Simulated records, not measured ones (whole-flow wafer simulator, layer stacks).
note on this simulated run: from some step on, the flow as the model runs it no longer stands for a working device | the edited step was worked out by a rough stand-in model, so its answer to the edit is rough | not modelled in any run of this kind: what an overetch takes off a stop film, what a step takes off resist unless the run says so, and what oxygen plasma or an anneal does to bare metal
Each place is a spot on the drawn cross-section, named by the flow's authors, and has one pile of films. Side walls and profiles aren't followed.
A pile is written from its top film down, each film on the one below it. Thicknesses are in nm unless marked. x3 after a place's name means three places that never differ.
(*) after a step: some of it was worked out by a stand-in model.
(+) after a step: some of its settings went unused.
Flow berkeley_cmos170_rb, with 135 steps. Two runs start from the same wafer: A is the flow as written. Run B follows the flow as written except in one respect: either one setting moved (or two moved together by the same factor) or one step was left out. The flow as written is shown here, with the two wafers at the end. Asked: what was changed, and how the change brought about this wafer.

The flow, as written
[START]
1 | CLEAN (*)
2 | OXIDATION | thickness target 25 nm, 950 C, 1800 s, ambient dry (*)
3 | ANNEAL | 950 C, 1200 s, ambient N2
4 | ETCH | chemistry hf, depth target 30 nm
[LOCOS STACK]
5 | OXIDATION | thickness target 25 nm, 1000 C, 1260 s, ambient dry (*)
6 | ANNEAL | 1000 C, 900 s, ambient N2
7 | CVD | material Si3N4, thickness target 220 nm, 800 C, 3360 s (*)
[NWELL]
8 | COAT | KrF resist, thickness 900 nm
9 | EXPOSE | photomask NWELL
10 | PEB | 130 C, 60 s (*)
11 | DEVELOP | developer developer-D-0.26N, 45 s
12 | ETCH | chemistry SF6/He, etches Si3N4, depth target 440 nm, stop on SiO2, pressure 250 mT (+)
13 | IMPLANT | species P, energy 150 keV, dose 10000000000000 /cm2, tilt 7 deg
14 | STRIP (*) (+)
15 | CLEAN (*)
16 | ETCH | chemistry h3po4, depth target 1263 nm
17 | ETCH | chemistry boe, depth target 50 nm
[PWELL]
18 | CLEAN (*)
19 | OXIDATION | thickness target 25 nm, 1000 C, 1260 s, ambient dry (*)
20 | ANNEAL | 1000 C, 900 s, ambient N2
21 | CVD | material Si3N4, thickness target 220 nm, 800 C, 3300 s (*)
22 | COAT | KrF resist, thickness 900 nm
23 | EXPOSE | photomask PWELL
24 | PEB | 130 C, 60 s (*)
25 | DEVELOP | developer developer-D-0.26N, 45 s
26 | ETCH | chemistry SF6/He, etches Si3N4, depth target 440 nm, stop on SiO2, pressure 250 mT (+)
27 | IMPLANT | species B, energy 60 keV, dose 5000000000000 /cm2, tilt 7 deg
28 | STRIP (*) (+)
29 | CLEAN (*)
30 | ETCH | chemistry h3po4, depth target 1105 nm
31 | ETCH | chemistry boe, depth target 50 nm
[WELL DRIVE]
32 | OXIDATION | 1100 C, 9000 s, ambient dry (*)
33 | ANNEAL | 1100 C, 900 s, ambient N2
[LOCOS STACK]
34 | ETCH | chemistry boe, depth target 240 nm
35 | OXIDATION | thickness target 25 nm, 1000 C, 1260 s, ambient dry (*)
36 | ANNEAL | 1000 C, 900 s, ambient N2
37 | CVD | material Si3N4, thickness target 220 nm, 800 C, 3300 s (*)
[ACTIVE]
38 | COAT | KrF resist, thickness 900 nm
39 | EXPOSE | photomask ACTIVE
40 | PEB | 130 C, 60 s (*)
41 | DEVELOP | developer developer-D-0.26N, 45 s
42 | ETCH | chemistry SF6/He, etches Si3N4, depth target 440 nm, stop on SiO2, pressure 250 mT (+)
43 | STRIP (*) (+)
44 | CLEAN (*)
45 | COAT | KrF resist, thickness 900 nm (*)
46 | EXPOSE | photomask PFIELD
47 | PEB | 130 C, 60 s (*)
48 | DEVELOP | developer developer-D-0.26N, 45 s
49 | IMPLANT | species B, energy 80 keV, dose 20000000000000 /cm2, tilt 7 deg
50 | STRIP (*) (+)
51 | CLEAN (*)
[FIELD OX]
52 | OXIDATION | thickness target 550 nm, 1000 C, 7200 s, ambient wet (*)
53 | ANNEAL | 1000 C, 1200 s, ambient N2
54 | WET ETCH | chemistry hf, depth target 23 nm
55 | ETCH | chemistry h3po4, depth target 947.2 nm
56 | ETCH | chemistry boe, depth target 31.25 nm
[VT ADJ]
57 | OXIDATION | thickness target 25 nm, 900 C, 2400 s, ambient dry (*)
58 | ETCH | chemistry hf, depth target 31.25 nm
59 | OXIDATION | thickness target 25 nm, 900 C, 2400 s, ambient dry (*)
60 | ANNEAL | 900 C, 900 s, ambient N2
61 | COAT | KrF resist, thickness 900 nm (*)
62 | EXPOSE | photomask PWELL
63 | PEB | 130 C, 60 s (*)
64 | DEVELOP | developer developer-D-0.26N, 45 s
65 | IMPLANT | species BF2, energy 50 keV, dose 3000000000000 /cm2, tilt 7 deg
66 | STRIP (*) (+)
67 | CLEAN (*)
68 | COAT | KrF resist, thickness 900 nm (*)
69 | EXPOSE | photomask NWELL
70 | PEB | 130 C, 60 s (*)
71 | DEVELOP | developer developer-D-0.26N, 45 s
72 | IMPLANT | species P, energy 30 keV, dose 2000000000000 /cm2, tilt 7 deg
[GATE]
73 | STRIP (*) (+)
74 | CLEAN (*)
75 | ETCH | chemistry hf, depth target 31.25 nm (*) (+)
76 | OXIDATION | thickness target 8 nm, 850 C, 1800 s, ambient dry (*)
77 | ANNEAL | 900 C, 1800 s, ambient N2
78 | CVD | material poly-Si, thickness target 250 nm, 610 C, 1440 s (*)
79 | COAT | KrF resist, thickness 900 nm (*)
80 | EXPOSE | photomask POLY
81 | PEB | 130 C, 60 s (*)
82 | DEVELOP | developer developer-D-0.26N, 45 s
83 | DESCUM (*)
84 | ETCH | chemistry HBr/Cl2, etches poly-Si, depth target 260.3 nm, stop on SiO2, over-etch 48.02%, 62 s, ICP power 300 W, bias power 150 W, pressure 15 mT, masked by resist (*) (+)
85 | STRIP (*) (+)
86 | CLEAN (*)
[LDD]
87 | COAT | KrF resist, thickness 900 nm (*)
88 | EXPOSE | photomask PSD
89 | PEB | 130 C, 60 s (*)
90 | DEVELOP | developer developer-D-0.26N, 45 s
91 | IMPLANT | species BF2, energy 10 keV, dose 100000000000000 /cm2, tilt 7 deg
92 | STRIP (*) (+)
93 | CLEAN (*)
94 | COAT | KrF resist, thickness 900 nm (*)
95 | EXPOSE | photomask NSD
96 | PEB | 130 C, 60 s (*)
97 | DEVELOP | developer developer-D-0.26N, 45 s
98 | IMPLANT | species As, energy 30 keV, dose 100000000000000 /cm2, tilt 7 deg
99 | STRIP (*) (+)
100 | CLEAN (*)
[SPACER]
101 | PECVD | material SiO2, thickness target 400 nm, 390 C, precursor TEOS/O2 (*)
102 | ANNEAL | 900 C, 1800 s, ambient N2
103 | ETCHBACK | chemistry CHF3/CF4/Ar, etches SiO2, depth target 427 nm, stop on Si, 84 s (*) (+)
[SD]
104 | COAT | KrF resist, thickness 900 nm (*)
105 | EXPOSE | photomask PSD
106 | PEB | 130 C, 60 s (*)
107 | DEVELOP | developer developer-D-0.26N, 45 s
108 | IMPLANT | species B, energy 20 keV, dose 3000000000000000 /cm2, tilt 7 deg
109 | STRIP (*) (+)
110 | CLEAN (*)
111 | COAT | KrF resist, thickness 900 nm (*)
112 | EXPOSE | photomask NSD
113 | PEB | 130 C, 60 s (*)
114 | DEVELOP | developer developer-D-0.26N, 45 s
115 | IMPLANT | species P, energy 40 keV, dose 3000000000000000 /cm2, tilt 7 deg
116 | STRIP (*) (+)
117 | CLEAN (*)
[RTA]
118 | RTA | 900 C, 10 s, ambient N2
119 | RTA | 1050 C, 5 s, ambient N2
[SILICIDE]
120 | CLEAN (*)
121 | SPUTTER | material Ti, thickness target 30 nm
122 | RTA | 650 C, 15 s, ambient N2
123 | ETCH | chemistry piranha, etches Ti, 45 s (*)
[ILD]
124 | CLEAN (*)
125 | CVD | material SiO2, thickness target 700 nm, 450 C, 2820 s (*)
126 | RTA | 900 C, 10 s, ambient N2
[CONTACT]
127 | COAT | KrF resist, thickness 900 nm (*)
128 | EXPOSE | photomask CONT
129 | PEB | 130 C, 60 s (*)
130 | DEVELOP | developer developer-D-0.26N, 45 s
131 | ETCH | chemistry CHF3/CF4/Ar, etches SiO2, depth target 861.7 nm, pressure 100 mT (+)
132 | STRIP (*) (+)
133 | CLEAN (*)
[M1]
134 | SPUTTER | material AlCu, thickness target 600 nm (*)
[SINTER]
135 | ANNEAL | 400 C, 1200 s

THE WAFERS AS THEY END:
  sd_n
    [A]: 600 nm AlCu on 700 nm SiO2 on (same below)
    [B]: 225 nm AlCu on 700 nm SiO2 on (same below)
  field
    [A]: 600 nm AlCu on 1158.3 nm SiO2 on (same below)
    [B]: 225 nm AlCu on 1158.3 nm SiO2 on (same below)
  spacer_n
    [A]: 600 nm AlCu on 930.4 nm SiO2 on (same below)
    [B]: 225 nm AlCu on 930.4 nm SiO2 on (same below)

Cause: step 134, SPUTTER: thickness target 225 nm was run, though the flow has thickness target 600 nm.
One can read it off the wafer: sd_n has AlCu 225, and step 134 as written asks for 600 nm.

How this came from the change, step by step:
  134 | SPUTTER | material AlCu, thickness target 600 nm (*)
      field, sd_n, spacer_n, gate, spacer_p, gate_p, m1: A AlCu gains 600 (new film) | B AlCu gains 225 (new film)
      sd_p: A AlCu gains 545.9 (new film) | B AlCu gains 200 (new film)
      (as well as at 1 more place)
